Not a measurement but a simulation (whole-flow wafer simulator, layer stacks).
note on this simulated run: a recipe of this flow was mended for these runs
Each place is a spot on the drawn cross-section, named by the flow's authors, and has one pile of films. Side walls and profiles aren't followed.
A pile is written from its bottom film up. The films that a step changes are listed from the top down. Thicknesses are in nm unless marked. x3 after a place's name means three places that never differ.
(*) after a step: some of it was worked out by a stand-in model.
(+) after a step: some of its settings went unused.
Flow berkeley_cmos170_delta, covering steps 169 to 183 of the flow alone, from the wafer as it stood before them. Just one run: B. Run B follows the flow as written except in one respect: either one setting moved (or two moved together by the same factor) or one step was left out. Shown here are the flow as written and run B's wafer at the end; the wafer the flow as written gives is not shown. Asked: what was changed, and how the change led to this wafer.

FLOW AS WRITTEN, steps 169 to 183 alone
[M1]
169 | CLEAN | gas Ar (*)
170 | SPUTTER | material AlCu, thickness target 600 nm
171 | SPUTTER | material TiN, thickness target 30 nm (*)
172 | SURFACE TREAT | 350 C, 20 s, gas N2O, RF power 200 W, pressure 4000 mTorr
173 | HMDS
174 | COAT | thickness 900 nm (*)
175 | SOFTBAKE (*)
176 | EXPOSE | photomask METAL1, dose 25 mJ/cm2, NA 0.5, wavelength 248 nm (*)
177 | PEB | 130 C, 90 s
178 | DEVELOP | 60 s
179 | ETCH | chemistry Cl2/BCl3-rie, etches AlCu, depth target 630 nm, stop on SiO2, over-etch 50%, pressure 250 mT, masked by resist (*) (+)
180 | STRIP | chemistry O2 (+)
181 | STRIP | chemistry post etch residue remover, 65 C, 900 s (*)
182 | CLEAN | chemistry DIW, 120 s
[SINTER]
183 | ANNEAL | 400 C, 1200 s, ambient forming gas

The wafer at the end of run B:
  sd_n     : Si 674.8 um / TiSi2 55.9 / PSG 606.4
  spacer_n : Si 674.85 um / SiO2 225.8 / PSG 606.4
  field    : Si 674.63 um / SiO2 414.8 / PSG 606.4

The reason: step 170, SPUTTER: thickness target 210 nm was run, whereas the flow has thickness target 600 nm.

The path from the change to this, step by step:
  170 | SPUTTER | material AlCu, thickness target 600 nm
      field, sd_n, spacer_n, gate, spacer_p, gate_p, m1: AlCu gains 210 (new film) (as written it would have been: AlCu gains 600 (new film))
      sd_p: AlCu gains 185 (new film) (as written it would have been: AlCu gains 539.5 (new film))
      (and at 1 other place as well)
  171 | SPUTTER | material TiN, thickness target 30 nm (*)
      sd_p: TiN gains 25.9 (new film) (as written it would have been: TiN gains 25.3 (new film))
      contact: TiN gains 19.7 (new film) (as written it would have been: TiN gains 16.3 (new film))
  174 | COAT | thickness 900 nm (*)
      sd_p: KrF-resist gains 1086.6 (new film) (as written it would have been: KrF-resist gains 1116.3 (new film))
      contact: KrF-resist gains 1600.1 (new film) (as written it would have been: KrF-resist gains 1720.2 (new film))
  178 | DEVELOP | 60 s
      sd_p: KrF-resist loses 1084.1 (all of it) (as written it would have been: KrF-resist loses 1113.7 (all of it))
  179 | ETCH | chemistry Cl2/BCl3-rie, etches AlCu, depth target 630 nm, stop on SiO2, over-etch 50%, pressure 250 mT, masked by resist (*) (+)
      field, sd_n, spacer_n, gate, spacer_p, gate_p: TiN loses 30 (all of it), AlCu loses 210 (all of it), PSG loses 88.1 (as written it would have been: TiN loses 30 (all of it), AlCu loses 600 (all of it), PSG loses 39.4)
      sd_p: TiN loses 25.9 (all of it), AlCu loses 185 (all of it), PSG loses 91.8 (as written it would have been: TiN loses 25.3 (all of it), AlCu loses 539.5 (all of it), PSG loses 47.5)
  180 | STRIP | chemistry O2 (+)
      contact: KrF-resist loses 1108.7 (all of it) (as written it would have been: KrF-resist loses 1228.4 (all of it))
